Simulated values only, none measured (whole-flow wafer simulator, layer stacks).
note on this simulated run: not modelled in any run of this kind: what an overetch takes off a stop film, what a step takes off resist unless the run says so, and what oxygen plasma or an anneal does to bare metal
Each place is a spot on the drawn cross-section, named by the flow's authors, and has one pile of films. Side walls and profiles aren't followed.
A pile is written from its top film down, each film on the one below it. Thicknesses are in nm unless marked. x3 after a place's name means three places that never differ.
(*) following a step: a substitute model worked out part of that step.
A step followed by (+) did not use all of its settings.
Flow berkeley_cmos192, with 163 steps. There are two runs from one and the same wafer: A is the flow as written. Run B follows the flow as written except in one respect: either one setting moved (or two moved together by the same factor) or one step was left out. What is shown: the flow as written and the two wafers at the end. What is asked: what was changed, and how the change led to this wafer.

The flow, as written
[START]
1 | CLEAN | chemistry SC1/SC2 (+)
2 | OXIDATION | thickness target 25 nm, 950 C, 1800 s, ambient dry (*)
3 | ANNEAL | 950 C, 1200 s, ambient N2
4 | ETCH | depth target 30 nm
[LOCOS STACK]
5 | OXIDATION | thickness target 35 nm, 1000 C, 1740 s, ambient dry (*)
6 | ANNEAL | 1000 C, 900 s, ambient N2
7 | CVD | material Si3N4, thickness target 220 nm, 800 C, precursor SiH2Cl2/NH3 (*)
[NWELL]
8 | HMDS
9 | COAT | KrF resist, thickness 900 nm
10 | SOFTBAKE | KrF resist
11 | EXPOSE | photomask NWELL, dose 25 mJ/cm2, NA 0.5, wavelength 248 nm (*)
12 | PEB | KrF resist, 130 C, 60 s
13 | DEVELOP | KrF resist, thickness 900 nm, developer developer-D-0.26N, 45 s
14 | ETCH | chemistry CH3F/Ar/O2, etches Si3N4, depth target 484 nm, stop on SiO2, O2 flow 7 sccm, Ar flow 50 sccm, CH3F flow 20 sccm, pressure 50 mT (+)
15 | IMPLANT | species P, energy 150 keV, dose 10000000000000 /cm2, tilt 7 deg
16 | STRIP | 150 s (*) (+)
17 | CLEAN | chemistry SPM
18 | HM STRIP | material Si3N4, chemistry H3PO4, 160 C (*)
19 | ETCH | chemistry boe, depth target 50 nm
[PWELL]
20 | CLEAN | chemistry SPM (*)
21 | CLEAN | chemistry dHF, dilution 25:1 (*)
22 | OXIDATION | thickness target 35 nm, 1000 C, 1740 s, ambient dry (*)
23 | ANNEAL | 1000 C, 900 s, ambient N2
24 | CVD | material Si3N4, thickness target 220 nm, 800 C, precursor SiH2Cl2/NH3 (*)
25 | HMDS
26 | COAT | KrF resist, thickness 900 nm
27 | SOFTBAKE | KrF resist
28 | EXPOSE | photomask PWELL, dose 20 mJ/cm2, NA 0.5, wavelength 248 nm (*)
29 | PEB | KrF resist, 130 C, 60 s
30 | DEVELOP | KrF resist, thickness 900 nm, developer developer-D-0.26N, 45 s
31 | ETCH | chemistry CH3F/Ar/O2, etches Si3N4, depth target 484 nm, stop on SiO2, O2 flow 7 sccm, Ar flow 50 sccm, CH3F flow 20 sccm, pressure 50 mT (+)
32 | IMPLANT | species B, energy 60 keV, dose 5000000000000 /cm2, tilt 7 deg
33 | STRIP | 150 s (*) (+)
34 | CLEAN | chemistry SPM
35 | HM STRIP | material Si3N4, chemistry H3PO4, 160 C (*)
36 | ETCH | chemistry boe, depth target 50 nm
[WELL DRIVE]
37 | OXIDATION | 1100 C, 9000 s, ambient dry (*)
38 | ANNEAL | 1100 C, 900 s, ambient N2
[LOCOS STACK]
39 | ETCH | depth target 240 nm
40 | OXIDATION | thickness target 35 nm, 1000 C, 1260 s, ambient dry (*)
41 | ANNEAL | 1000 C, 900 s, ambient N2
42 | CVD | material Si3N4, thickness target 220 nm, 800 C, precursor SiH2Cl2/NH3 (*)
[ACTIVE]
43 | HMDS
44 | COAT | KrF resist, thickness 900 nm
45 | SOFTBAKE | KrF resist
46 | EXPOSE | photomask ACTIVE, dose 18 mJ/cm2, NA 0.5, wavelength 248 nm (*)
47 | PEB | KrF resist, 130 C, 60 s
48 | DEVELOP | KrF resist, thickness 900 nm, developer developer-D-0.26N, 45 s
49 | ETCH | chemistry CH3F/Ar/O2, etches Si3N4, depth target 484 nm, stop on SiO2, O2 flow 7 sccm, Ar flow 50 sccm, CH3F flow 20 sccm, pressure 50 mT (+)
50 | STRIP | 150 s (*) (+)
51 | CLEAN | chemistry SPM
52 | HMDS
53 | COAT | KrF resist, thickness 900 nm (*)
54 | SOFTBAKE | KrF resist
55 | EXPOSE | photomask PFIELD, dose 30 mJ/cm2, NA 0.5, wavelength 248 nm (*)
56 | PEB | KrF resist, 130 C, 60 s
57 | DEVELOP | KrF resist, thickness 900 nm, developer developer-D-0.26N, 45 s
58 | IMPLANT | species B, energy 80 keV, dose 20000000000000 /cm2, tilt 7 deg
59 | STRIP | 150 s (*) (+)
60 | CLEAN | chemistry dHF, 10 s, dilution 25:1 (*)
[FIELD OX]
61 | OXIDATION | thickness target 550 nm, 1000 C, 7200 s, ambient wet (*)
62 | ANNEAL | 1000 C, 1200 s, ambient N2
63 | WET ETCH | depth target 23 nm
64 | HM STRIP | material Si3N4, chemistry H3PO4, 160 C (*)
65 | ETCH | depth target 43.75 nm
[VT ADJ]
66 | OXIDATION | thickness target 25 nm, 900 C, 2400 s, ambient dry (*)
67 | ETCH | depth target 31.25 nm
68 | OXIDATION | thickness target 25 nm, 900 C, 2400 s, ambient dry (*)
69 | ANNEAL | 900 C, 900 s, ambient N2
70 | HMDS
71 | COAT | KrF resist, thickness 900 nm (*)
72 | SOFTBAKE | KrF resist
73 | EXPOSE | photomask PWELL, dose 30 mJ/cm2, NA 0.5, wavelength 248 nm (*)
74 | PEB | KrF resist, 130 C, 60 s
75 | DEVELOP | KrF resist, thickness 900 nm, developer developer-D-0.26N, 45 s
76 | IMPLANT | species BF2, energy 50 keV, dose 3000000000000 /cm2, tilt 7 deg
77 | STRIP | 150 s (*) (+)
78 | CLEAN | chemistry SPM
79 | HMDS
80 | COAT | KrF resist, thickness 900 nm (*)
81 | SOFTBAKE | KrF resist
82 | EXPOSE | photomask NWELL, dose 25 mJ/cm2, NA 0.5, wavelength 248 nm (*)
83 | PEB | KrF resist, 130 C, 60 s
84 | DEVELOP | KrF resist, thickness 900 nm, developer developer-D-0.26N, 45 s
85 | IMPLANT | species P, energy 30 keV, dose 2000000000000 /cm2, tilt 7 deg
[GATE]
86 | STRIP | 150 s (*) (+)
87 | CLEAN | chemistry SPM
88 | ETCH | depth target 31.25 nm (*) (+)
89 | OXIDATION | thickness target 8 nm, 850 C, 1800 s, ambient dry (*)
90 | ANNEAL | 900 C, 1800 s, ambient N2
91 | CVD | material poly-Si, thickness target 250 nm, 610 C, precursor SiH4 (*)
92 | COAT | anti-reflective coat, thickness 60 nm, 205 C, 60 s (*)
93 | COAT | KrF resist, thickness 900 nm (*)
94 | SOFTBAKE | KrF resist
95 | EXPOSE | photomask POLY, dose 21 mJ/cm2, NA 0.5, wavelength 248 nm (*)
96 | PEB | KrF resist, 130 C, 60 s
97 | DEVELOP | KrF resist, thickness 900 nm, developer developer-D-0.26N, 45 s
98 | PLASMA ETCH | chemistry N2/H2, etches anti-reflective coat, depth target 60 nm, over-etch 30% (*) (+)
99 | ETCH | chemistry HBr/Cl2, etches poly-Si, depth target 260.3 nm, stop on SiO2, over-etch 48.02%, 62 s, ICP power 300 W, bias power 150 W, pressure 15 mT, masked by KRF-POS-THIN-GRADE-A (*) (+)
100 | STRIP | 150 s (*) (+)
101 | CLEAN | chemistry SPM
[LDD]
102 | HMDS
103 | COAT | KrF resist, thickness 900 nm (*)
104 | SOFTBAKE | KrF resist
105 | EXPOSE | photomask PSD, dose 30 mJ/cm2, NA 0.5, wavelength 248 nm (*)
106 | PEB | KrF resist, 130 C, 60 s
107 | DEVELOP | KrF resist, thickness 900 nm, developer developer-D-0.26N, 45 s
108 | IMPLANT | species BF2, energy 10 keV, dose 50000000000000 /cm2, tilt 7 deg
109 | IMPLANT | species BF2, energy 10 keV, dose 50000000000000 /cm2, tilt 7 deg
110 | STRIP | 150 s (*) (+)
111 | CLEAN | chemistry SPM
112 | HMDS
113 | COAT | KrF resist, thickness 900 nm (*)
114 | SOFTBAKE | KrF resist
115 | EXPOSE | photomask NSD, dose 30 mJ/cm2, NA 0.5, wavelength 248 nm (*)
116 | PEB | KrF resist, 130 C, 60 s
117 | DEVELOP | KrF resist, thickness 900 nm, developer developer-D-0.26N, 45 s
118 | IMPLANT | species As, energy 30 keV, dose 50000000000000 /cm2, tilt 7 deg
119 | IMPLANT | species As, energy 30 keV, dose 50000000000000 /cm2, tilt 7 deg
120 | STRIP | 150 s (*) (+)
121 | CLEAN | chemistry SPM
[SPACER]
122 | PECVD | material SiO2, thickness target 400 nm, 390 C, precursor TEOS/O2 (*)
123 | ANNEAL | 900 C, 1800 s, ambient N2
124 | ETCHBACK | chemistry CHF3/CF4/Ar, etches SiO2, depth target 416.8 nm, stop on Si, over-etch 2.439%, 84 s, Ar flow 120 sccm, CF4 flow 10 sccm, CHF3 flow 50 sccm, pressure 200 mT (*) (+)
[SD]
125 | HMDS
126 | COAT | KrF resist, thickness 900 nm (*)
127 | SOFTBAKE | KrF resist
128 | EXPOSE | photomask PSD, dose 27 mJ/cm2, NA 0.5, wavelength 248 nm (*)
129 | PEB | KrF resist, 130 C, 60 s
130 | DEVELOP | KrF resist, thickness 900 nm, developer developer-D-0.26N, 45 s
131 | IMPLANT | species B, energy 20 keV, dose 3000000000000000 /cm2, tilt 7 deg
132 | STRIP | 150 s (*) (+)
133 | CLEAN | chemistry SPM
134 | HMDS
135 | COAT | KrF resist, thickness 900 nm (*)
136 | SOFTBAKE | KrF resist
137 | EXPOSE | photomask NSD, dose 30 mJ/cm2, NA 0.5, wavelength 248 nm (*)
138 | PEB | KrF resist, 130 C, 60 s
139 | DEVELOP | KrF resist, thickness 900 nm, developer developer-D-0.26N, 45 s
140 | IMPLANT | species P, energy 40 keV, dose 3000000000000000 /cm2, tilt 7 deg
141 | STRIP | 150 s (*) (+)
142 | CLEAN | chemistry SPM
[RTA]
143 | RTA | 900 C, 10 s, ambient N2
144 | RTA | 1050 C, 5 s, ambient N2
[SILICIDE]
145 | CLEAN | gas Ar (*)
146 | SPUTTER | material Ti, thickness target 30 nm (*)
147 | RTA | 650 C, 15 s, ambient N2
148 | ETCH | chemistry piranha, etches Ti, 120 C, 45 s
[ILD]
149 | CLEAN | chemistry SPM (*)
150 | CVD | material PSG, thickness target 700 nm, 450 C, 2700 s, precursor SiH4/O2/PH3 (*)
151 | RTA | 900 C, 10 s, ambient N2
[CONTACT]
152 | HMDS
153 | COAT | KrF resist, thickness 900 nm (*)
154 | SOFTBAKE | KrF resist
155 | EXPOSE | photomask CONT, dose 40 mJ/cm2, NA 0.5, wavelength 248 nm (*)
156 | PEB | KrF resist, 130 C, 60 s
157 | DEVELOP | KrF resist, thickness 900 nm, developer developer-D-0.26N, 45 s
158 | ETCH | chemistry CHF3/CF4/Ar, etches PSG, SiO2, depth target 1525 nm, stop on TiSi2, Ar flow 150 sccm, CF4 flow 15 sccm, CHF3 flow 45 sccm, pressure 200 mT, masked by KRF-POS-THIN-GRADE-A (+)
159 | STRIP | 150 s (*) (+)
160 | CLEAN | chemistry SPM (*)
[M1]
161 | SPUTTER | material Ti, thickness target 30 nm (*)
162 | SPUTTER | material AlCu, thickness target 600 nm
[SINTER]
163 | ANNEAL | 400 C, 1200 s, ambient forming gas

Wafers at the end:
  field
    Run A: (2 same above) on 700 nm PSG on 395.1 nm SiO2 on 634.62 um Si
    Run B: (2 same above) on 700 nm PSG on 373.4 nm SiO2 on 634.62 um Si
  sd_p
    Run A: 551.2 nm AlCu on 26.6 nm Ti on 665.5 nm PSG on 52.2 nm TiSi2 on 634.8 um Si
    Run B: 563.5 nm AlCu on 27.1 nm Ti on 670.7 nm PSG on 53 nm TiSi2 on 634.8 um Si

The reason: step 44, COAT: thickness 1350 nm was run, while the flow as written has thickness 900 nm; step 65, ETCH: depth target 65.62 nm was run, where the flow has depth target 43.75 nm.

How this came from the change, step by step:
  44 | COAT | KrF resist, thickness 900 nm
      field, sd_n, spacer_n and 6 more: A KrF resist gains 900 (new film) | B KrF resist gains 1350 (new film)
  47 | PEB | KrF resist, 130 C, 60 s
      field, sd_n, spacer_n and 6 more: A KrF resist loses 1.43 | B KrF resist loses 2.32
  48 | DEVELOP | KrF resist, thickness 900 nm, developer developer-D-0.26N, 45 s
      field: A KrF resist loses 898.6 (all of it) | B KrF resist loses 1347.7 (all of it)
  50 | STRIP | 150 s (*) (+)
      sd_n, spacer_n, gate, sd_p, spacer_p, gate_p, contact, m1: A KrF resist loses 723 (all of it) | B KrF resist loses 1172.1 (all of it)
  65 | ETCH | depth target 43.75 nm
      field: A SiO2 loses 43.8 | B SiO2 loses 65.6
  92 | COAT | anti-reflective coat, thickness 60 nm, 205 C, 60 s (*)
      sd_n: A anti-reflective coat gains 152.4 (new film) | B anti-reflective coat gains 137.1 (new film)
      spacer_n: A anti-reflective coat gains 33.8 (new film) | B anti-reflective coat gains 39.3 (new film)
      (also at 6 further places)
  98 | PLASMA ETCH | chemistry N2/H2, etches anti-reflective coat, depth target 60 nm, over-etch 30% (*) (+)
      field: A anti-reflective coat loses 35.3 (all of it), poly-Si loses 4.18 | B anti-reflective coat loses 35.4 (all of it), poly-Si loses 3.66
      sd_n: A anti-reflective coat loses 152.4 (all of it), poly-Si loses 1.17 | B anti-reflective coat loses 137.1 (all of it), poly-Si loses 1.05
      (also at 5 further places)
  100 | STRIP | 150 s (*) (+)
      gate: A chemical SiO2 gains 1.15 (new film), KrF resist loses 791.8 (all of it), anti-reflective coat loses 30 (all of it), poly-Si loses 0.51 | B chemical SiO2 gains 1.15 (new film), KrF resist loses 773.2 (all of it), anti-reflective coat loses 36.1 (all of it), poly-Si loses 0.51
      gate_p: A chemical SiO2 gains 1.15 (new film), KrF resist loses 765.1 (all of it), anti-reflective coat loses 31 (all of it), poly-Si loses 0.51 | B chemical SiO2 gains 1.15 (new film), KrF resist loses 752.4 (all of it), anti-reflective coat loses 35.7 (all of it), poly-Si loses 0.51
  147 | RTA | 650 C, 15 s, ambient N2
      sd_p: A Ti loses 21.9, TiSi first gains 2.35 (new film), TiSi2 C49 gains 52.1 (new film), Si loses 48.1 | B Ti loses 22.2, TiSi first gains 3.14 (new film), TiSi2 C49 gains 51.7 (new film), Si loses 48.3
  151 | RTA | 900 C, 10 s, ambient N2
      sd_p: A under 1 film: TiSi2 gains 52.2 (new film), TiSi first loses 2.25 (all of it), TiSi2 C49 loses 52.1 (all of it), Si loses 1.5 | B under 1 film: TiSi2 gains 53 (new film), TiSi first loses 3.04 (all of it), TiSi2 C49 loses 51.7 (all of it), Si loses 2.02
  162 | SPUTTER | material AlCu, thickness target 600 nm
      sd_p: A AlCu gains 551.2 (new film) | B AlCu gains 563.5 (new film)
